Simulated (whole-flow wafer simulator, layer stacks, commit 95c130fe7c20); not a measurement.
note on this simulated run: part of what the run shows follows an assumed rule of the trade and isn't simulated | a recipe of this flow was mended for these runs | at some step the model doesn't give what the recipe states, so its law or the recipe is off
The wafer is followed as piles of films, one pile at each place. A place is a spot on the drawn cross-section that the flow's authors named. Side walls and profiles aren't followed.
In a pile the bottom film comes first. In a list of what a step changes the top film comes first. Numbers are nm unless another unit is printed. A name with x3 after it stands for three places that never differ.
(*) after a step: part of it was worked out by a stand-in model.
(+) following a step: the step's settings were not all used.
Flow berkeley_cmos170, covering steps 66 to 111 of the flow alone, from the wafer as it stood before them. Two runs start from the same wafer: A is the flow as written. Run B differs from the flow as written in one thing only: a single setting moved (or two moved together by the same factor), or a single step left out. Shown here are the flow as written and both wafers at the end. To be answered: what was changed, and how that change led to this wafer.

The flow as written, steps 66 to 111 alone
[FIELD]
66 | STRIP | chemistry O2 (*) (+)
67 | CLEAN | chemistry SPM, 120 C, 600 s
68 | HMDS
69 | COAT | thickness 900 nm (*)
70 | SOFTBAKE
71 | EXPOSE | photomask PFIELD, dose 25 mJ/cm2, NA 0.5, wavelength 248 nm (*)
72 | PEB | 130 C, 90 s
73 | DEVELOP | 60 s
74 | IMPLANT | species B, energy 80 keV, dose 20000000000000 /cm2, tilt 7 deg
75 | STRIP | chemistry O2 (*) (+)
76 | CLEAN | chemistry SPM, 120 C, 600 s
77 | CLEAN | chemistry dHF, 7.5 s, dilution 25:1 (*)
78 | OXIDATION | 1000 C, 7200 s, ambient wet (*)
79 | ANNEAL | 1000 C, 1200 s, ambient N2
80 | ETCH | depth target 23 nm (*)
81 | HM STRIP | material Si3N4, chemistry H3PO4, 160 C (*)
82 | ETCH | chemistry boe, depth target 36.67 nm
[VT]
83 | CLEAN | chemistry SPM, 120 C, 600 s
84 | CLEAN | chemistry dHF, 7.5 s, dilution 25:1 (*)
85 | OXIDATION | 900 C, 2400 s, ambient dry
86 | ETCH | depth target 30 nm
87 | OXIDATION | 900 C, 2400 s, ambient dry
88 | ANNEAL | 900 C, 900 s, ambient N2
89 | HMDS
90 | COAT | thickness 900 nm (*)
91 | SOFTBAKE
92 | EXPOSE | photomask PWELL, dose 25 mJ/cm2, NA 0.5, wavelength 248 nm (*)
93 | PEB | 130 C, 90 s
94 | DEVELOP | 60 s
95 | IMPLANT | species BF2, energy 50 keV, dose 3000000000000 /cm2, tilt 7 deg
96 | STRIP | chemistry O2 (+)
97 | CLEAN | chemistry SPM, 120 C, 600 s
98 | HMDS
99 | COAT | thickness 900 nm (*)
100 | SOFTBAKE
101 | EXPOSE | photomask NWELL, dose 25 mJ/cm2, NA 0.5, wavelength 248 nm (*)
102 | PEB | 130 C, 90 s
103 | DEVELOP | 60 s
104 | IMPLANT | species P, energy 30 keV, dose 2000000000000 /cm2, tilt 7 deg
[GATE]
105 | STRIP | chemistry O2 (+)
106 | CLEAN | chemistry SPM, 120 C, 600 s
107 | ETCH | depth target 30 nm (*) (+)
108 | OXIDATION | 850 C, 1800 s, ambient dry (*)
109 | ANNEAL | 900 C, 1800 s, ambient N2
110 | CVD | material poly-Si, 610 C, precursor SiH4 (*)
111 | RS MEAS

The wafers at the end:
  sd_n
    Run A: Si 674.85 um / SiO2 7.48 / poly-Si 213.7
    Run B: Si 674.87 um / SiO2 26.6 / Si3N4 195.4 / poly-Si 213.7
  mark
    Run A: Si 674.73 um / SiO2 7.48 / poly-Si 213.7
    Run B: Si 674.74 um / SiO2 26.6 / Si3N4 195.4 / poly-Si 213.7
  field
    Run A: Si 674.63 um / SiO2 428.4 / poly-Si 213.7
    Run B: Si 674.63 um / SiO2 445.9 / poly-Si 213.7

Cause: step 81, HM STRIP: 88 C was run, though the flow has 160 C.

How this came from the change, step by step:
  81 | HM STRIP | material Si3N4, chemistry H3PO4, 160 C (*)
      mark, sd_n, spacer_n and 9 more: A Si3N4 loses 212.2 (all of it), SiO2 loses 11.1 | B Si3N4 loses 13.2
      field: A SiO2 loses 17.7 | B nothing
  82 | ETCH | chemistry boe, depth target 36.67 nm
      mark, sd_n, spacer_n and 9 more: A SiO2 loses 15.5 (all of it) | B Si3N4 loses 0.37
  83 | CLEAN | chemistry SPM, 120 C, 600 s
      mark, sd_n, spacer_n and 9 more: A chemical SiO2 gains 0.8 (new film), Si loses 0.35 | B nothing
  84 | CLEAN | chemistry dHF, 7.5 s, dilution 25:1 (*)
      mark, sd_n, spacer_n and 9 more: A chemical SiO2 loses 0.8 (all of it) | B Si3N4 loses 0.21
  85 | OXIDATION | 900 C, 2400 s, ambient dry
      mark, sd_n, spacer_n and 9 more: A SiO2 gains 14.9 (new film), Si loses 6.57 | B nothing
  86 | ETCH | depth target 30 nm
      mark, sd_n, spacer_n and 9 more: A SiO2 loses 14.9 (all of it) | B Si3N4 loses 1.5
  87 | OXIDATION | 900 C, 2400 s, ambient dry
      mark, sd_n, spacer_n and 9 more: A SiO2 gains 14.9 (new film), Si loses 6.57 | B nothing
  90 | COAT | thickness 900 nm (*)
      field: A KrF-resist gains 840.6 (new film) | B KrF-resist gains 896.6 (new film)
      sd_n: A KrF-resist gains 1004.6 (new film) | B KrF-resist gains 905.8 (new film)
      (also at 10 further places)
  94 | DEVELOP | 60 s
      field: A KrF-resist loses 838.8 (all of it) | B KrF-resist loses 894.6 (all of it)
      sd_n: A KrF-resist loses 1002.3 (all of it) | B KrF-resist loses 903.7 (all of it)
      (also at 7 further places)
  96 | STRIP | chemistry O2 (+)
      sd_p: A KrF-resist loses 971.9 (all of it) | B KrF-resist loses 888.1 (all of it)
      spacer_p: A KrF-resist loses 953.7 (all of it) | B KrF-resist loses 887.2 (all of it)
      (also at 1 further place)
  99 | COAT | thickness 900 nm (*)
      field: A KrF-resist gains 840.6 (new film) | B KrF-resist gains 896.6 (new film)
      sd_n: A KrF-resist gains 1004.6 (new film) | B KrF-resist gains 905.8 (new film)
      (also at 10 further places)
  103 | DEVELOP | 60 s
      sd_p: A KrF-resist loses 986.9 (all of it) | B KrF-resist loses 903 (all of it)
      spacer_p: A KrF-resist loses 968.6 (all of it) | B KrF-resist loses 902.1 (all of it)
      (also at 1 further place)
  105 | STRIP | chemistry O2 (+)
      field: A KrF-resist loses 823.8 (all of it) | B KrF-resist loses 879.7 (all of it)
      sd_n: A KrF-resist loses 987.4 (all of it) | B KrF-resist loses 888.8 (all of it)
      (also at 7 further places)
  107 | ETCH | depth target 30 nm (*) (+)
      mark, sd_n, spacer_n and 9 more: A SiO2 loses 14.9 (all of it) | B Si3N4 loses 1.5
  108 | OXIDATION | 850 C, 1800 s, ambient dry (*)
      mark, sd_n, spacer_n and 9 more: A SiO2 gains 7.48 (new film), Si loses 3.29 | B nothing
